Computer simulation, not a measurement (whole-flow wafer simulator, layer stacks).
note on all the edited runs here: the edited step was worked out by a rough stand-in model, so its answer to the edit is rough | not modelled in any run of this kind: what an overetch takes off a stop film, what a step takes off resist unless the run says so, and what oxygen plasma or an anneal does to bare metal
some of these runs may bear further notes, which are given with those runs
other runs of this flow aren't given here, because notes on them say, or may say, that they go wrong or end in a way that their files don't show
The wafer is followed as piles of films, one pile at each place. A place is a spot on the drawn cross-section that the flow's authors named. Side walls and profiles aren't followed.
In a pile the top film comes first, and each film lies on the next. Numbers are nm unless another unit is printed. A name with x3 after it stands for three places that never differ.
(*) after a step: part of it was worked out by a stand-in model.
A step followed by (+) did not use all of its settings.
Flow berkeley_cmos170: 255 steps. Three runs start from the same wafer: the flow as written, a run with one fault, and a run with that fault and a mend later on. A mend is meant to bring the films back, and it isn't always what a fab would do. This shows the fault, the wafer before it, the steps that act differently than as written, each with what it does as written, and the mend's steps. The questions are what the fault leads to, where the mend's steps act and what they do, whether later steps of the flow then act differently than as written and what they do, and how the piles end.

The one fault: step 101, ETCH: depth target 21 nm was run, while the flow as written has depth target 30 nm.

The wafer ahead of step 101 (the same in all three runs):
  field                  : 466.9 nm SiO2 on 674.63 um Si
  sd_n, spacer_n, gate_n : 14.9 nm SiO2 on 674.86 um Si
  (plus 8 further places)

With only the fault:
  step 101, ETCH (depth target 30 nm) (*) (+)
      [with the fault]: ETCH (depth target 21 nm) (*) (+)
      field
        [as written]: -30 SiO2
        [with the fault]: -21 SiO2
  Later steps of the flow acting differently than as written (37 more steps, not shown, differ only slightly: by at most 2% or 0.5 nm, whichever is larger):
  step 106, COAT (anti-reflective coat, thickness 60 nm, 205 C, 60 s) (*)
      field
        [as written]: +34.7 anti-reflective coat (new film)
        [with the fault]: +35.7 anti-reflective coat (new film)
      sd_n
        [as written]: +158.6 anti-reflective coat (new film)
        [with the fault]: +169.9 anti-reflective coat (new film)
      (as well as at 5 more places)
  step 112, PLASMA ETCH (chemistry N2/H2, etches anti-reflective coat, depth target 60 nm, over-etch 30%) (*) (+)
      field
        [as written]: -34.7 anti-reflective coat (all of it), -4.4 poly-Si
        [with the fault]: -35.7 anti-reflective coat (all of it), -4.75 poly-Si
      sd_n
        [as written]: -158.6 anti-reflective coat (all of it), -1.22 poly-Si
        [with the fault]: -169.9 anti-reflective coat (all of it), -1.31 poly-Si
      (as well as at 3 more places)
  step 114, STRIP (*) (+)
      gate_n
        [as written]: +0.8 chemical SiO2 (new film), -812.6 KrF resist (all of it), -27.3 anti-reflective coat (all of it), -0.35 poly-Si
        [with the fault]: +0.8 chemical SiO2 (new film), -822.3 KrF resist (all of it), -24.9 anti-reflective coat (all of it), -0.35 poly-Si
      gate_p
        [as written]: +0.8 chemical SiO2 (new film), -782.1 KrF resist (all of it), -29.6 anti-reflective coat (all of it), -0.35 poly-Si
        [with the fault]: +0.8 chemical SiO2 (new film), -787.1 KrF resist (all of it), -28.4 anti-reflective coat (all of it), -0.35 poly-Si
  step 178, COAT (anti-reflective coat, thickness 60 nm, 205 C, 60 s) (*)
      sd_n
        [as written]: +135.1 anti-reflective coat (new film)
        [with the fault]: +140.4 anti-reflective coat (new film)
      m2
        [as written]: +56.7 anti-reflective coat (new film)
        [with the fault]: +55.5 anti-reflective coat (new film)
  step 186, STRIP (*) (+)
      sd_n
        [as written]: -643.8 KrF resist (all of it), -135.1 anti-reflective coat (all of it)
        [with the fault]: -643.2 KrF resist (all of it), -140.4 anti-reflective coat (all of it)
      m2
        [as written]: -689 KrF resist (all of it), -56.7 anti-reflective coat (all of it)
        [with the fault]: -692.4 KrF resist (all of it), -55.5 anti-reflective coat (all of it)
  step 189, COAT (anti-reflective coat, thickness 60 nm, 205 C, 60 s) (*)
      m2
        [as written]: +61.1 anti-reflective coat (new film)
        [with the fault]: +59.8 anti-reflective coat (new film)
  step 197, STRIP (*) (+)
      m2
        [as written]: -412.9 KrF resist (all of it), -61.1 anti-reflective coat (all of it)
        [with the fault]: -415.7 KrF resist (all of it), -59.8 anti-reflective coat (all of it)
  The piles end different from the flow's at field by more than 2% or 0.5 nm, whichever is larger.
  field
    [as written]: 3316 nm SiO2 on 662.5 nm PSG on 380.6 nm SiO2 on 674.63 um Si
    [with the fault]: 3307 nm SiO2 on 662.5 nm PSG on 389.5 nm SiO2 on 674.63 um Si

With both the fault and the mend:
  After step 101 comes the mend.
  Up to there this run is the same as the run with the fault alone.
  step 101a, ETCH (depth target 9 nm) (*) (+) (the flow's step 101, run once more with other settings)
      field
        -9 SiO2
  Every later step of the flow that is run acts as written at every place that is followed.
  The piles end the same as the flow's at every place that both follow.
